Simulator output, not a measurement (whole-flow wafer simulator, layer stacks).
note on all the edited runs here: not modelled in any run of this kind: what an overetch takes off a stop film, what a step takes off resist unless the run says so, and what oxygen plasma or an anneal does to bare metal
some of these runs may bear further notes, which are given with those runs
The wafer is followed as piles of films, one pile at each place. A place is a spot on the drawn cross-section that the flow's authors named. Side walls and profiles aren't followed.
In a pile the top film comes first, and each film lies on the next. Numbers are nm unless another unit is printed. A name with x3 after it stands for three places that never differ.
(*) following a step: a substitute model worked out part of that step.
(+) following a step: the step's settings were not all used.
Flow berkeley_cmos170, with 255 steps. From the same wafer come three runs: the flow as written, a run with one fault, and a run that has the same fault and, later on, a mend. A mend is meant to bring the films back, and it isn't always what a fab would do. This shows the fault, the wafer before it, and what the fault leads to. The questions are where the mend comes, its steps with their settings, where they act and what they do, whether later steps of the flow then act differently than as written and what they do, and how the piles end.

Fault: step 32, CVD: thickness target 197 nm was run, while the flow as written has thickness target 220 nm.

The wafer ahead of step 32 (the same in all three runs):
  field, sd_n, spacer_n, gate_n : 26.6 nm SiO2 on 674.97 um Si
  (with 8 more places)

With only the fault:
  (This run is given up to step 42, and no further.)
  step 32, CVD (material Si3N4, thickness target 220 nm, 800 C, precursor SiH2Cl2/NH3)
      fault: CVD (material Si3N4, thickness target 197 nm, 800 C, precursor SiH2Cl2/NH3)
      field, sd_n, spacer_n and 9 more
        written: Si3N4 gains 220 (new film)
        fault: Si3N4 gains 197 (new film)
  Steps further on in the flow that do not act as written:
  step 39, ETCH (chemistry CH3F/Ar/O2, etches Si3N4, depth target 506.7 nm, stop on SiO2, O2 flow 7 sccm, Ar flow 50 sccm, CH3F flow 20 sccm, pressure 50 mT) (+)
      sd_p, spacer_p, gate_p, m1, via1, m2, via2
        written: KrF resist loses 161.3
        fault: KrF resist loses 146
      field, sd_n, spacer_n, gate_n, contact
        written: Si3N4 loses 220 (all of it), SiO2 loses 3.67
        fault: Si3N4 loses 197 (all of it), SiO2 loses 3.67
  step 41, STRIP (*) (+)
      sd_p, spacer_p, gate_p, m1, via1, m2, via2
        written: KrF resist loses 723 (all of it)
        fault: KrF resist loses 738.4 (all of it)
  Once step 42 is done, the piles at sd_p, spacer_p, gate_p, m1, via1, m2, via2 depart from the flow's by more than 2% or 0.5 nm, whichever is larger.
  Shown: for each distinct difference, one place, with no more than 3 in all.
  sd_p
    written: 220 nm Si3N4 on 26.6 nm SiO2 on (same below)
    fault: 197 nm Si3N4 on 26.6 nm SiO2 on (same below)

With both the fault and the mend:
  After step 32 comes the mend.
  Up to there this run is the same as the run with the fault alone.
  step 32a, ETCH (chemistry h3po4, depth target 226.6 nm)
      field, sd_n, spacer_n and 9 more
        Si3N4 loses 197 (all of it)
  step 32b, CLEAN (chemistry SPM) (the flow's step 25 again)
      alters no film at any place that is followed
  step 32c, CVD (material Si3N4, thickness target 220 nm, 800 C, precursor SiH2Cl2/NH3) (the flow's step 32 again)
      field, sd_n, spacer_n and 9 more
        Si3N4 gains 220 (new film)
  Later steps of the flow that are run all act as written at every place that is followed.
  The piles end the same as the flow's at every place that both follow.
